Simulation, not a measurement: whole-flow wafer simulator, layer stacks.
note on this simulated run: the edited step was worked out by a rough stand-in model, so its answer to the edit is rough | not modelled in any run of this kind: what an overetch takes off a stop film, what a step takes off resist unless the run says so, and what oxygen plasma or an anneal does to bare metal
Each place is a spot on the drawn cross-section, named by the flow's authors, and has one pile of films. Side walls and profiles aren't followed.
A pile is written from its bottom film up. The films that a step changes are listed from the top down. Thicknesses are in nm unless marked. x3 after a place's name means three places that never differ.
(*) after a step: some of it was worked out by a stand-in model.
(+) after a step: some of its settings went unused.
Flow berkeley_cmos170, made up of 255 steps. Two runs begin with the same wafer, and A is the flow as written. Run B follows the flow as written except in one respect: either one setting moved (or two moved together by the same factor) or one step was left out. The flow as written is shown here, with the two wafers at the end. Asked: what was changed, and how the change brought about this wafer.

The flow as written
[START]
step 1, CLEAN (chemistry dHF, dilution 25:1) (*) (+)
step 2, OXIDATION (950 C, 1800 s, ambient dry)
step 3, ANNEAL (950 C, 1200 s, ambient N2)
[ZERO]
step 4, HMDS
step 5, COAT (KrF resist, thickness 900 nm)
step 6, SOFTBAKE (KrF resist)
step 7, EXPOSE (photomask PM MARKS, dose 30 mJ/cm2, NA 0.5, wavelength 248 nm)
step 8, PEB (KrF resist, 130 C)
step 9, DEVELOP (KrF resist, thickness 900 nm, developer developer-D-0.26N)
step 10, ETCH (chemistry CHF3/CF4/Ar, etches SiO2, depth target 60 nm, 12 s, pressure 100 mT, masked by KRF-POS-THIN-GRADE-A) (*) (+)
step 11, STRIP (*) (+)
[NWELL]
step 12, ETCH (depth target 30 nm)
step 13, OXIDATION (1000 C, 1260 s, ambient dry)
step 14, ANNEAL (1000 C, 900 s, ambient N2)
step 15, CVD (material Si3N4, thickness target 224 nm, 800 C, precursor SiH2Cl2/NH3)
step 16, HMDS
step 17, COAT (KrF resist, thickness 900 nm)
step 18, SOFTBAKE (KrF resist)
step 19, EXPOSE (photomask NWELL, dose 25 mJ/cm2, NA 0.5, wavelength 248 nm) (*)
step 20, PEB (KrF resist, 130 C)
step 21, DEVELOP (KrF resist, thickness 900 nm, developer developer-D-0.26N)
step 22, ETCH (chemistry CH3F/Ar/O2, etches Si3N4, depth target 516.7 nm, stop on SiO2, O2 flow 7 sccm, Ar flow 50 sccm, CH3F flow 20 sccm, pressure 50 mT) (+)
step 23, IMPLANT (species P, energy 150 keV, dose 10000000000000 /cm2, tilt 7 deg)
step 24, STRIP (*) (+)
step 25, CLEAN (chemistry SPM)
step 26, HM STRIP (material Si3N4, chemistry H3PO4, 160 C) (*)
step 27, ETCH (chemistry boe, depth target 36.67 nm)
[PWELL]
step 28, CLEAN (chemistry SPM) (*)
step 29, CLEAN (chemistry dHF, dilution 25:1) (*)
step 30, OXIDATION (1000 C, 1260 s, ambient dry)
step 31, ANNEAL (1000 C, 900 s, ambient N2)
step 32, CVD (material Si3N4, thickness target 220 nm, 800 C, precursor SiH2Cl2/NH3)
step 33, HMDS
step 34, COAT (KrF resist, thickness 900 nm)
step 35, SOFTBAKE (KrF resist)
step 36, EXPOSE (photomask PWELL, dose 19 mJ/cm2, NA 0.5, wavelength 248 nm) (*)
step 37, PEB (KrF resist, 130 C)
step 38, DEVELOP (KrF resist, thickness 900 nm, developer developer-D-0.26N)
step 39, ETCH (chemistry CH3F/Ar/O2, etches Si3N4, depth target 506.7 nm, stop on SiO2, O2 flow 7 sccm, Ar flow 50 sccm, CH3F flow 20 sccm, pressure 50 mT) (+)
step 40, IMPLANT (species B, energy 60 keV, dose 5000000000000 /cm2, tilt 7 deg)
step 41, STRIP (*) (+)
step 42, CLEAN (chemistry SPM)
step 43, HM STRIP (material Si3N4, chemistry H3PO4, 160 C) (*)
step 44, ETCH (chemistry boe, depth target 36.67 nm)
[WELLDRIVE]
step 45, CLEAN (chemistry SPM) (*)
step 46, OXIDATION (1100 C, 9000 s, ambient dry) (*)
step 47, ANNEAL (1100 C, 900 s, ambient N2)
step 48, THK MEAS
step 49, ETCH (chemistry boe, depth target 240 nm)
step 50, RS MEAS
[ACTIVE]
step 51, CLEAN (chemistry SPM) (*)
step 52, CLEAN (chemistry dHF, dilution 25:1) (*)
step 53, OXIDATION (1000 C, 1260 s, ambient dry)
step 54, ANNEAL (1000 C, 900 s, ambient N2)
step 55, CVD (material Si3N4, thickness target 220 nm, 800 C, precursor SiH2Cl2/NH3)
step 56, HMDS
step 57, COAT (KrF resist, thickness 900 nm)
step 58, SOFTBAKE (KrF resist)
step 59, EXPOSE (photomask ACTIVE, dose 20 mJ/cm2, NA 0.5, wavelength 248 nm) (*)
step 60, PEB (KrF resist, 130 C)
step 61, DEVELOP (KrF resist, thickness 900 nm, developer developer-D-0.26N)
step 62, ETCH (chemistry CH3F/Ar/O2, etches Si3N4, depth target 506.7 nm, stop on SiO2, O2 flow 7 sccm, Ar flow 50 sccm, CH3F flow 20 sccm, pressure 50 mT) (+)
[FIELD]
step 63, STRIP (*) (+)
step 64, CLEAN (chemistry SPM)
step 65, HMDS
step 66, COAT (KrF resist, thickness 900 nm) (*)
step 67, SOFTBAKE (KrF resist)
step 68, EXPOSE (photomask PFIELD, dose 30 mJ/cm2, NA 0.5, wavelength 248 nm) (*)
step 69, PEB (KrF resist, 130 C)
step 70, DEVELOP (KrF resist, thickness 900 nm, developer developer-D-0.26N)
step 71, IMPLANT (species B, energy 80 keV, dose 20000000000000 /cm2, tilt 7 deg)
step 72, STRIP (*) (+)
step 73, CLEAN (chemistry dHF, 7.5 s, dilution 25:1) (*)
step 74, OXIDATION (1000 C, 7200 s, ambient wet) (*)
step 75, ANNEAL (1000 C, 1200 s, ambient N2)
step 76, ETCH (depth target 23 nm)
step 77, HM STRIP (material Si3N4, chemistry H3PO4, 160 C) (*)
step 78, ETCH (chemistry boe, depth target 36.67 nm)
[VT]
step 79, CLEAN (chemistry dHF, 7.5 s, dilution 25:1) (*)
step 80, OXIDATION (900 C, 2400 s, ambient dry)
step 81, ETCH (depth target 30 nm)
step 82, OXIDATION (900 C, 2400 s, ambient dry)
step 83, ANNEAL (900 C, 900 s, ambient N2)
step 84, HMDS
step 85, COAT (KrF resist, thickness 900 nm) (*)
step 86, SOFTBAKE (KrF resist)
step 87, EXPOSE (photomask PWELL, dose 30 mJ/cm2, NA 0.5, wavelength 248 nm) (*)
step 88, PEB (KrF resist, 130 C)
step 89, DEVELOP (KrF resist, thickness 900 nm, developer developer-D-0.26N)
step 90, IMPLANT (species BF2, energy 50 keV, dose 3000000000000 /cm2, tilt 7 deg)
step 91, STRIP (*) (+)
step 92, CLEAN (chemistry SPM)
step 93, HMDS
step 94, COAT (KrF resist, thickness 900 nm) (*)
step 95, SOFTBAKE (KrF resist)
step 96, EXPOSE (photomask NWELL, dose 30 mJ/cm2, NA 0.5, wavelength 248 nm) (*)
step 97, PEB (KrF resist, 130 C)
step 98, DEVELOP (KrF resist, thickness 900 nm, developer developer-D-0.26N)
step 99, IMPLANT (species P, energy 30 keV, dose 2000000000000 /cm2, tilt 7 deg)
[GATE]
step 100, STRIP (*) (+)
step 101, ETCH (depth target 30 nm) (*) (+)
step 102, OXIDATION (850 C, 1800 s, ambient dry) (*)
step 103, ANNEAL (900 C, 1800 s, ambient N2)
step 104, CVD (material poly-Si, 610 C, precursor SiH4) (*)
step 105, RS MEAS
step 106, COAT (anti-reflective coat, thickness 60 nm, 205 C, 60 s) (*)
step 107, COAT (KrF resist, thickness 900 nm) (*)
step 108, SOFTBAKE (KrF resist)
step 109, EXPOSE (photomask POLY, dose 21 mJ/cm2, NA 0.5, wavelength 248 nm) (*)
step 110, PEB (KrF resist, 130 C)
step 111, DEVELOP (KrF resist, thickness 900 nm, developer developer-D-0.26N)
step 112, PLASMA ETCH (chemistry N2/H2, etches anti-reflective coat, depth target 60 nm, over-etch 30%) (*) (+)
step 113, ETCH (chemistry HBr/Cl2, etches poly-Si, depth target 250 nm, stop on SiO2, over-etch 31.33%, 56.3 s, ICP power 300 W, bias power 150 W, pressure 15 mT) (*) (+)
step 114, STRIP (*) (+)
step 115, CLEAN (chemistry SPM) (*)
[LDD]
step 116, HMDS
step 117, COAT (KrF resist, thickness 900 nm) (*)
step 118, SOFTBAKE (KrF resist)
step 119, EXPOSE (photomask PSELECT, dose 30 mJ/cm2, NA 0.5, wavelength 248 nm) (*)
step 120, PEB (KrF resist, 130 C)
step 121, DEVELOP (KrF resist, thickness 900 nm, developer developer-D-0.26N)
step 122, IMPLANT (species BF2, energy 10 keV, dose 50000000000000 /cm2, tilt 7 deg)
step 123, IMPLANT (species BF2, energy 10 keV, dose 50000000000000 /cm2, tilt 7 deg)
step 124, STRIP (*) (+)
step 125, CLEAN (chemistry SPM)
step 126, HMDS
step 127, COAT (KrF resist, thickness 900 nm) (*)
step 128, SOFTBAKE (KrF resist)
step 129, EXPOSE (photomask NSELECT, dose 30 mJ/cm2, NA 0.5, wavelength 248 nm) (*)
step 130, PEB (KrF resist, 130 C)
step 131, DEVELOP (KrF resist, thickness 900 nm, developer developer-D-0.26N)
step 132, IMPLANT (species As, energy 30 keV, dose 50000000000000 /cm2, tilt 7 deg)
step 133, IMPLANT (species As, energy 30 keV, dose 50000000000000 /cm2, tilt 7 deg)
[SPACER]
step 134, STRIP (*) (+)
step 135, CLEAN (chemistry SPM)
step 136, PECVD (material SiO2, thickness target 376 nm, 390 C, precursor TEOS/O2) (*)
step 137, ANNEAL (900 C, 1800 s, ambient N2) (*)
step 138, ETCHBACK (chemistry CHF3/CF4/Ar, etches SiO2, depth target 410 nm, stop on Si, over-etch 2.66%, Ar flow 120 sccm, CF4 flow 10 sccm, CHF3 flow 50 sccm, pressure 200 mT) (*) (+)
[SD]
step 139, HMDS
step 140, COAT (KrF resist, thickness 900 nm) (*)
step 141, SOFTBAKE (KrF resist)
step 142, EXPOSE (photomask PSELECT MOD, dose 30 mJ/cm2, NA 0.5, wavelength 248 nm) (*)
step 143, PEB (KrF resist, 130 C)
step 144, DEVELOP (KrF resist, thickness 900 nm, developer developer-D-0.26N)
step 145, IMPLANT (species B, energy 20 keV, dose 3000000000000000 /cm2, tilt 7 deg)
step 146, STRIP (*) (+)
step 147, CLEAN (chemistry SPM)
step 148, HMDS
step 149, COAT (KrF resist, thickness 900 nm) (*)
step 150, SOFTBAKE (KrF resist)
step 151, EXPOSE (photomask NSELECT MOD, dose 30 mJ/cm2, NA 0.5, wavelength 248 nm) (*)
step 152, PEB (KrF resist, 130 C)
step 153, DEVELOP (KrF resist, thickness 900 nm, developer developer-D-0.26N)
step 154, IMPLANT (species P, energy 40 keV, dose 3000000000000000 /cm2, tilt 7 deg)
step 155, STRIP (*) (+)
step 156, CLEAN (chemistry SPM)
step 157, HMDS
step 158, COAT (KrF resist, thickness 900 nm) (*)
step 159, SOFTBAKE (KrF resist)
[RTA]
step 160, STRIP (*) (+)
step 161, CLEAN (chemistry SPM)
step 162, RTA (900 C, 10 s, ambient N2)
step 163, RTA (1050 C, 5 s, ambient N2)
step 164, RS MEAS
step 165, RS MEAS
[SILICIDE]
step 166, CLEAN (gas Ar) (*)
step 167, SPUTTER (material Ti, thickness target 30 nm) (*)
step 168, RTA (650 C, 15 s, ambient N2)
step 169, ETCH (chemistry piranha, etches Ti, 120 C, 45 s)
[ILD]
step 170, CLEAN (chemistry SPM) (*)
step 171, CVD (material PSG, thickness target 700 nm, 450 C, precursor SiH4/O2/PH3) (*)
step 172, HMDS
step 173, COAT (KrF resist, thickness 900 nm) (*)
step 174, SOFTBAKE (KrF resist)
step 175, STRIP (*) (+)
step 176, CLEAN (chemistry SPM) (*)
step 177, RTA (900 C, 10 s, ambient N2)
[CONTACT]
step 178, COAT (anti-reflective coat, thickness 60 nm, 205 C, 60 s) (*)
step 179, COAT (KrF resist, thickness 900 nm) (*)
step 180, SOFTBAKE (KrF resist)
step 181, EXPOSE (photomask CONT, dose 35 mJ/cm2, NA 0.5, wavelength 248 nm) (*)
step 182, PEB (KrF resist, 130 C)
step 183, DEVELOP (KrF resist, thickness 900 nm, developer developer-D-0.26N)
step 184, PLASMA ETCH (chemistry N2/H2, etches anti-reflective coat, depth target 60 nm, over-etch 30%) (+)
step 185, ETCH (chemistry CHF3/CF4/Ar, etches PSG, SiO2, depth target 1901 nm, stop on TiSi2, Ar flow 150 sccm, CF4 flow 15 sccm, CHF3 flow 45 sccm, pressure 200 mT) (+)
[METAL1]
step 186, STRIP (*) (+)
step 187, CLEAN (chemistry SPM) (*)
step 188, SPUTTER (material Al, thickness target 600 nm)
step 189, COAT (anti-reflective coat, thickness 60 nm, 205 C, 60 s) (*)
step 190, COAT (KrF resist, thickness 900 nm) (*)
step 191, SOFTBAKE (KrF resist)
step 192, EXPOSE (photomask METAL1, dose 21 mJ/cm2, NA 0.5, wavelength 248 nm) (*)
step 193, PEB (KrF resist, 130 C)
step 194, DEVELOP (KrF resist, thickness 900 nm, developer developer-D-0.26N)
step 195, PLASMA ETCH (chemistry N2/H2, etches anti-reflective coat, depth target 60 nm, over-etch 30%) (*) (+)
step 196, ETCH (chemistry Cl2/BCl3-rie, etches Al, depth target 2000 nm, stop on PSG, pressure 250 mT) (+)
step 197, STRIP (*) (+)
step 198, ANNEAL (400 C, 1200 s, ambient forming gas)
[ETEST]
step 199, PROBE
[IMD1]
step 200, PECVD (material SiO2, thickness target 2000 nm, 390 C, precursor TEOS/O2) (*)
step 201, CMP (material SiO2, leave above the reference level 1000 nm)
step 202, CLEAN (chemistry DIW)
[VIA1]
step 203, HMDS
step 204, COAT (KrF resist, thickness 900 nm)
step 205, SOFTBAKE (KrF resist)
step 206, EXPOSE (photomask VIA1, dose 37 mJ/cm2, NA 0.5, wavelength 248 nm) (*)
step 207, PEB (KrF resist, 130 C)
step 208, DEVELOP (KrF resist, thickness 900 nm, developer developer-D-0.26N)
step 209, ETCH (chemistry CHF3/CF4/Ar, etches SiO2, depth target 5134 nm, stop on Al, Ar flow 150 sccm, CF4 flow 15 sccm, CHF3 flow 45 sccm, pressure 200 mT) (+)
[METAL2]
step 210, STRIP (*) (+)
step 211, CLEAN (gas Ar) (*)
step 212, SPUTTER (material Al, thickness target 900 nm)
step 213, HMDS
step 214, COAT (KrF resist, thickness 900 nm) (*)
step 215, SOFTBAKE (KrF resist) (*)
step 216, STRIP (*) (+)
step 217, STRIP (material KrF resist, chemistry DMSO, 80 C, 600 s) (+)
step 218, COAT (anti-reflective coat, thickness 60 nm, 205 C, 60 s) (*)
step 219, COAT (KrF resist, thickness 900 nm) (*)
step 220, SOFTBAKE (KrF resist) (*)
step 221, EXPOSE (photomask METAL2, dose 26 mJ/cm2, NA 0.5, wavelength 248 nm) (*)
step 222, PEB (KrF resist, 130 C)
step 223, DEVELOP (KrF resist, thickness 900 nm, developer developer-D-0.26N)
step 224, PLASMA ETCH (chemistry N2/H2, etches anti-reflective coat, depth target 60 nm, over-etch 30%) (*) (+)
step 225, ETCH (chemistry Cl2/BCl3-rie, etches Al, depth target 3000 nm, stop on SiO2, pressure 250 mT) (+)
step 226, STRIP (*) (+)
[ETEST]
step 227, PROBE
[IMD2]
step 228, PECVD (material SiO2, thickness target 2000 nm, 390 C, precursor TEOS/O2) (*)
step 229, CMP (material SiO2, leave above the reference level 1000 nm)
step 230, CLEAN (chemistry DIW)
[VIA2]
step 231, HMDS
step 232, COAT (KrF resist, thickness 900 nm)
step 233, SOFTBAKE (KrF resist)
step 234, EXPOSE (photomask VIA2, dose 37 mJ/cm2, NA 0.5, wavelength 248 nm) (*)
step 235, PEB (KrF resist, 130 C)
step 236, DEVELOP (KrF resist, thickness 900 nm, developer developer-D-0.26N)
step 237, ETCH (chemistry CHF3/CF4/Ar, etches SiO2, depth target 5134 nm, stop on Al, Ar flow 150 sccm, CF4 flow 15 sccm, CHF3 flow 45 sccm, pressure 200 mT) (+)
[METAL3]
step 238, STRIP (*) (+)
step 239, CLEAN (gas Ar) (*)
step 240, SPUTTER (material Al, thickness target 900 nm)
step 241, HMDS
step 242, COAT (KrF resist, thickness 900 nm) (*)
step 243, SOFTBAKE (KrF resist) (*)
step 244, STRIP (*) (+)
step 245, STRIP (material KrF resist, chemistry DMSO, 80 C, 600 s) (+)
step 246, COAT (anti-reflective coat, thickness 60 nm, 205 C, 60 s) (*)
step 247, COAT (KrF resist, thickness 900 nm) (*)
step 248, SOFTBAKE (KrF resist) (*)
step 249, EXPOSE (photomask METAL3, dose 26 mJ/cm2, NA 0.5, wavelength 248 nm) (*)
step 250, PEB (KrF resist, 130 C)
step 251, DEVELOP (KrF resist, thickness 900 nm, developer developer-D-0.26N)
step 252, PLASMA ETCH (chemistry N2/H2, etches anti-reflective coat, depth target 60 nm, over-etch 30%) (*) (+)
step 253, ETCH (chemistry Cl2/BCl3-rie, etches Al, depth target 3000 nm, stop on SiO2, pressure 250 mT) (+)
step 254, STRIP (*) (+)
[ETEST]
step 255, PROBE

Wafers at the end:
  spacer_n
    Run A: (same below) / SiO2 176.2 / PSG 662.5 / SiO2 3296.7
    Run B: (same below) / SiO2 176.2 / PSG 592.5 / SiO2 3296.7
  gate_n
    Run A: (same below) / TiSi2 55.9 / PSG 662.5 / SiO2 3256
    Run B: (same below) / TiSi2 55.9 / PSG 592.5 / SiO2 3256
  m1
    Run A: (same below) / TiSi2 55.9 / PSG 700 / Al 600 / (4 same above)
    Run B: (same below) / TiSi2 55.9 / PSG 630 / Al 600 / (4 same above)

What caused this: step 171, CVD: thickness target 630 nm was run, while the flow as written has thickness target 700 nm.
The wafer lets one read it off: m1 has PSG 630, and step 171 as written asks for 700 nm.

The path from the change to this, step by step:
  step 171, CVD (material PSG, thickness target 700 nm, 450 C, precursor SiH4/O2/PH3) (*)
      field, sd_n, spacer_n and 9 more: A +700 PSG (new film) | B +630 PSG (new film)
  step 185, ETCH (chemistry CHF3/CF4/Ar, etches PSG, SiO2, depth target 1901 nm, stop on TiSi2, Ar flow 150 sccm, CF4 flow 15 sccm, CHF3 flow 45 sccm, pressure 200 mT) (+)
      field, sd_n, spacer_n and 8 more: A -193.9 KrF resist | B -176.4 KrF resist
      contact: A -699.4 PSG (all of it), -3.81 TiSi2 | B -629.4 PSG (all of it), -3.81 TiSi2
  step 186, STRIP (*) (+)
      field: A -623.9 KrF resist (all of it), -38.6 anti-reflective coat (all of it) | B -641.8 KrF resist (all of it), -38.1 anti-reflective coat (all of it)
      sd_n: A -643.8 KrF resist (all of it), -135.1 anti-reflective coat (all of it) | B -661.9 KrF resist (all of it), -134.4 anti-reflective coat (all of it)
      (as well as at 9 more places)
  step 188, SPUTTER (material Al, thickness target 600 nm)
      contact: A +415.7 Al (new film) | B +433.3 Al (new film)
  step 189, COAT (anti-reflective coat, thickness 60 nm, 205 C, 60 s) (*)
      sd_n: A +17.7 anti-reflective coat (new film) | B +21.7 anti-reflective coat (new film)
      contact: A +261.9 anti-reflective coat (new film) | B +243.4 anti-reflective coat (new film)
  step 190, COAT (KrF resist, thickness 900 nm) (*)
      contact: A +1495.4 KrF resist (new film) | B +1419.3 KrF resist (new film)
  step 195, PLASMA ETCH (chemistry N2/H2, etches anti-reflective coat, depth target 60 nm, over-etch 30%) (*) (+)
      sd_n: A -17.7 anti-reflective coat (all of it) | B -21.7 anti-reflective coat (all of it)
  step 197, STRIP (*) (+)
      contact: A -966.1 KrF resist (all of it), -261.9 anti-reflective coat (all of it) | B -890.3 KrF resist (all of it), -243.4 anti-reflective coat (all of it)
  step 201, CMP (material SiO2, leave above the reference level 1000 nm)
      contact: A -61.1 SiO2 | B -158.2 SiO2
